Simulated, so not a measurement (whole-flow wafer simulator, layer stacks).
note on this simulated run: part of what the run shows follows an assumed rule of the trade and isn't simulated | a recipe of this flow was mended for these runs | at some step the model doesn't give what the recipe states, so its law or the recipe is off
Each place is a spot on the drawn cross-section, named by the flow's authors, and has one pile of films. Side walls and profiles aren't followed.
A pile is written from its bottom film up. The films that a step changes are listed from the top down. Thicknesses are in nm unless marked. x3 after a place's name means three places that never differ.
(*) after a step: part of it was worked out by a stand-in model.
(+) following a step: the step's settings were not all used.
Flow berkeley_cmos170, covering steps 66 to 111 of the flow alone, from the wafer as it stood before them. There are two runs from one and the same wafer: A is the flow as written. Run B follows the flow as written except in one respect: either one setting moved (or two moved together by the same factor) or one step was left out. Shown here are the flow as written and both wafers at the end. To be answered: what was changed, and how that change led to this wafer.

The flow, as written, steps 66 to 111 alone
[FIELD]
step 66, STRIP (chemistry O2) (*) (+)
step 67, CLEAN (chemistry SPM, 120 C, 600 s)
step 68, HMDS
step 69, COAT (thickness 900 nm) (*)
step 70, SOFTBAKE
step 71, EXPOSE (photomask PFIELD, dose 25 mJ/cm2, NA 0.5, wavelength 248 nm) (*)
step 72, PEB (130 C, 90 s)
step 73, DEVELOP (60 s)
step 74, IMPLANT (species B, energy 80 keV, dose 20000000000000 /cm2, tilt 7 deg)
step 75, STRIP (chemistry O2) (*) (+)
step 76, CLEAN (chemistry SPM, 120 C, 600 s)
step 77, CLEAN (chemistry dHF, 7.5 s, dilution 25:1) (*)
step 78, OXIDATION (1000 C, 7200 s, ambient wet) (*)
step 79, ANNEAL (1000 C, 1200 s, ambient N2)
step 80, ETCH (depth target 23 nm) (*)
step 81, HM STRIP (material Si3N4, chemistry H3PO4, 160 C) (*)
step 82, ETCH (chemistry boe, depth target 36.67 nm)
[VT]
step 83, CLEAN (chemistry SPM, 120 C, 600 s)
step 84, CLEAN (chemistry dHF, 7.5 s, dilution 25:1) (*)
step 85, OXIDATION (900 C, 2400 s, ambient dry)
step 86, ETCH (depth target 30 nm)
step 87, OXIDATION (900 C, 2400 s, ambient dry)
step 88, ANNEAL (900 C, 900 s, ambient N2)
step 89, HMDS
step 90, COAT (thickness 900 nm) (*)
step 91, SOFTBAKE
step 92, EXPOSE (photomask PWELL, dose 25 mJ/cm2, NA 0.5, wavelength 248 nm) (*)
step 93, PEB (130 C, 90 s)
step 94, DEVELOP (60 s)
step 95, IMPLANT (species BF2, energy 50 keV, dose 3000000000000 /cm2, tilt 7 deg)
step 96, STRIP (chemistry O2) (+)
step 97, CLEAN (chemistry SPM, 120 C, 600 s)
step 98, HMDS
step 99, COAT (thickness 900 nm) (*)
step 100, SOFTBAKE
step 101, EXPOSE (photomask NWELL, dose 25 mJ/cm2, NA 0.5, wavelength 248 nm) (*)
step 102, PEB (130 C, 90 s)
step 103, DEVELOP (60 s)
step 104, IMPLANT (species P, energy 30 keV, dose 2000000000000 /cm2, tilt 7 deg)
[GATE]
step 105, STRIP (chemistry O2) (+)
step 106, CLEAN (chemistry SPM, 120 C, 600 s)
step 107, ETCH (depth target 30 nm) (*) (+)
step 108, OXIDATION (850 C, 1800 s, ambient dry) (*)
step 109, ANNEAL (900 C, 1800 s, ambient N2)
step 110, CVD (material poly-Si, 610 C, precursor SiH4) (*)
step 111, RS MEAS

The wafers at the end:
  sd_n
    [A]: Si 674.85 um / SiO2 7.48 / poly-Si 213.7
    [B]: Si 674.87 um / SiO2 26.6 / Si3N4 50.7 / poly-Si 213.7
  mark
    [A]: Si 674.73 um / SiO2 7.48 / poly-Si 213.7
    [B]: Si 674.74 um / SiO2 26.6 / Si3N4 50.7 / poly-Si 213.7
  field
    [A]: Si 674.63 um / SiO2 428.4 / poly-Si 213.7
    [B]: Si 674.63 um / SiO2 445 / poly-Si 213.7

The reason: step 81, HM STRIP: 125 C was run, though the flow has 160 C.

The path from the change to this, step by step:
  step 81, HM STRIP (material Si3N4, chemistry H3PO4, 160 C) (*)
      mark, sd_n, spacer_n and 9 more: A -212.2 Si3N4 (all of it), -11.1 SiO2 | B -157.9 Si3N4
      field: A -17.7 SiO2 | B -1.05 SiO2
  step 82, ETCH (chemistry boe, depth target 36.67 nm)
      mark, sd_n, spacer_n and 9 more: A -15.5 SiO2 (all of it) | B -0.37 Si3N4
  step 83, CLEAN (chemistry SPM, 120 C, 600 s)
      mark, sd_n, spacer_n and 9 more: A +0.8 chemical SiO2 (new film), -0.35 Si | B nothing
  step 84, CLEAN (chemistry dHF, 7.5 s, dilution 25:1) (*)
      mark, sd_n, spacer_n and 9 more: A -0.8 chemical SiO2 (all of it) | B -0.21 Si3N4
  step 85, OXIDATION (900 C, 2400 s, ambient dry)
      mark, sd_n, spacer_n and 9 more: A +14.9 SiO2 (new film), -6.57 Si | B nothing
  step 86, ETCH (depth target 30 nm)
      mark, sd_n, spacer_n and 9 more: A -14.9 SiO2 (all of it) | B -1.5 Si3N4
  step 87, OXIDATION (900 C, 2400 s, ambient dry)
      mark, sd_n, spacer_n and 9 more: A +14.9 SiO2 (new film), -6.57 Si | B nothing
  step 90, COAT (thickness 900 nm) (*)
      sd_n: A +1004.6 KrF-resist (new film) | B +974.7 KrF-resist (new film)
      spacer_n: A +975.5 KrF-resist (new film) | B +955.1 KrF-resist (new film)
      (and at 4 other places as well)
  step 94, DEVELOP (60 s)
      sd_n: A -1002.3 KrF-resist (all of it) | B -972.5 KrF-resist (all of it)
      spacer_n: A -973.3 KrF-resist (all of it) | B -953 KrF-resist (all of it)
      (and at 3 other places as well)
  step 96, STRIP (chemistry O2) (+)
      sd_p: A -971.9 KrF-resist (all of it) | B -947.1 KrF-resist (all of it)
      spacer_p: A -953.7 KrF-resist (all of it) | B -934.6 KrF-resist (all of it)
  step 99, COAT (thickness 900 nm) (*)
      sd_n: A +1004.6 KrF-resist (new film) | B +974.7 KrF-resist (new film)
      spacer_n: A +975.5 KrF-resist (new film) | B +955.1 KrF-resist (new film)
      (and at 4 other places as well)
  step 103, DEVELOP (60 s)
      sd_p: A -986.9 KrF-resist (all of it) | B -962 KrF-resist (all of it)
  step 105, STRIP (chemistry O2) (+)
      sd_n: A -987.4 KrF-resist (all of it) | B -957.6 KrF-resist (all of it)
      spacer_n: A -958.4 KrF-resist (all of it) | B -938.1 KrF-resist (all of it)
      (and at 3 other places as well)
  step 107, ETCH (depth target 30 nm) (*) (+)
      mark, sd_n, spacer_n and 9 more: A -14.9 SiO2 (all of it) | B -1.5 Si3N4
  step 108, OXIDATION (850 C, 1800 s, ambient dry) (*)
      mark, sd_n, spacer_n and 9 more: A +7.48 SiO2 (new film), -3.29 Si | B nothing
